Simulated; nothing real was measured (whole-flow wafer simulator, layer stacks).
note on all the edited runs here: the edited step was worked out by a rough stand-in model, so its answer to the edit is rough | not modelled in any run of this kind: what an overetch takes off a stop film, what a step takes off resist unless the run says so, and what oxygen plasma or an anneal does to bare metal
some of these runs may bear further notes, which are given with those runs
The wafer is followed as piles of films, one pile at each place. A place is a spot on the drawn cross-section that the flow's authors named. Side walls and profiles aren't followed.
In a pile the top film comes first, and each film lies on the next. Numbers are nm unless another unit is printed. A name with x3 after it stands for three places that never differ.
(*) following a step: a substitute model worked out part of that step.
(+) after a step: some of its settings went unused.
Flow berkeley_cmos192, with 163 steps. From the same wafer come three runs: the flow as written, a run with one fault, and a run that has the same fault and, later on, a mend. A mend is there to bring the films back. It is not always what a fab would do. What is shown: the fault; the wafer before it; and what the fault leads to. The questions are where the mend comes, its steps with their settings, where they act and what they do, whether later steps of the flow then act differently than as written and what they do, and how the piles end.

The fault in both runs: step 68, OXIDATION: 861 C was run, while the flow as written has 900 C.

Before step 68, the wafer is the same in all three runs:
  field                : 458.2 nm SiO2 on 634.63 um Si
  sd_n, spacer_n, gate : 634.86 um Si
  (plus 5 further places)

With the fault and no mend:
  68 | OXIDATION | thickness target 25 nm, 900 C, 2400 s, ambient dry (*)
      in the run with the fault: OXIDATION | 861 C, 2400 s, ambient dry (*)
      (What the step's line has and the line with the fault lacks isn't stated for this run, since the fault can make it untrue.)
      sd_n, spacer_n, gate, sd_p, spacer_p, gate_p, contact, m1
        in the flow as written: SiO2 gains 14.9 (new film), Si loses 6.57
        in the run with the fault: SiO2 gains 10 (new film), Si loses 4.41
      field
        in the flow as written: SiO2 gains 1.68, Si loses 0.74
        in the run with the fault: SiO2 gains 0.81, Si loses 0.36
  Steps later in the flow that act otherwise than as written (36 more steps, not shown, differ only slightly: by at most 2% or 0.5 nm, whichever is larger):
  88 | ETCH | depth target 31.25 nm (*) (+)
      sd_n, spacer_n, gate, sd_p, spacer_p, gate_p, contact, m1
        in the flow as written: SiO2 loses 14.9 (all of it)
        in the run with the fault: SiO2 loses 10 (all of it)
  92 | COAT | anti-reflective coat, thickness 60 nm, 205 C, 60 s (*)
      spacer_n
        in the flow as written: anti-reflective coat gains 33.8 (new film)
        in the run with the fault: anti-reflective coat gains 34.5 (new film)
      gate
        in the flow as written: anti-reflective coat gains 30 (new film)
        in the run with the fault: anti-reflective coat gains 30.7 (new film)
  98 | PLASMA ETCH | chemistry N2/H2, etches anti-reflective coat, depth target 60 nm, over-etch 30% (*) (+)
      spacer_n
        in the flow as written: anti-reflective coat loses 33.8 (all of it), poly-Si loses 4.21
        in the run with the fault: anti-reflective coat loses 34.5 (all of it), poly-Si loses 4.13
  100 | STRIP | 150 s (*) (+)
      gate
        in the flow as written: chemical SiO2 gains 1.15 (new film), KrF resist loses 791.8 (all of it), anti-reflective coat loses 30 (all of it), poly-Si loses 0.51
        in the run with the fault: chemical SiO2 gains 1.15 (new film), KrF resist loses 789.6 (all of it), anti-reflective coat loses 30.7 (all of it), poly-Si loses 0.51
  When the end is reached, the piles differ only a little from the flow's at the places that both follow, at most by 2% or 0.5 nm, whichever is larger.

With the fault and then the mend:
  After step 75 comes the mend.
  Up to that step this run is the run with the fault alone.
  75a | STRIP | 150 s (*) (+)
      sd_p
        KrF resist loses 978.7 (all of it)
      spacer_p
        KrF resist loses 960.1 (all of it)
      gate_p
        KrF resist loses 959.2 (all of it)
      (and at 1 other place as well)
  75b | CLEAN | chemistry SPM
      leaves every film unchanged at each place that is followed
  75c | OXIDATION | 900 C, 1092 s, ambient dry (*) (the flow's step 68 again, with other settings)
      sd_n, spacer_n, gate, sd_p, spacer_p, gate_p, contact, m1
        SiO2 gains 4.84, Si loses 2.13
      field
        SiO2 gains 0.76, Si loses 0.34
  75d | HMDS (the flow's step 70 again)
      leaves every film unchanged at each place that is followed
  75e | COAT | KrF resist, thickness 900 nm (*) (the flow's step 71 again)
      spacer_n, gate
        KrF resist gains 978.6 (new film)
      field
        KrF resist gains 842.4 (new film)
      sd_n
        KrF resist gains 1013.2 (new film)
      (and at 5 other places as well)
  75f | SOFTBAKE | KrF resist (the flow's step 72 again)
      leaves every film unchanged at each place that is followed
  75g | EXPOSE | photomask PWELL, dose 30 mJ/cm2, NA 0.5, wavelength 248 nm (*) (the flow's step 73 again)
      leaves every film unchanged at each place that is followed
  75h | PEB | KrF resist, 130 C, 60 s (the flow's step 74 again)
      sd_n, m1
        KrF resist loses 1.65
      spacer_n, gate
        KrF resist loses 1.58
      spacer_p, gate_p
        KrF resist loses 1.57
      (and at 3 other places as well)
  75i | DEVELOP | KrF resist, thickness 900 nm, developer developer-D-0.26N, 45 s (the flow's step 75 again)
      sd_p, spacer_p, gate_p, m1
        KrF resist loses 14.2
      spacer_n, gate
        KrF resist loses 977 (all of it)
      field
        KrF resist loses 841.1 (all of it)
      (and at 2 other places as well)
  Later steps of the flow that are run all act as written at every place that is followed, up to a difference of at most 2% or 0.5 nm, whichever is larger.
  When the end is reached, the piles differ only a little from the flow's at the places that both follow, at most by 2% or 0.5 nm, whichever is larger.
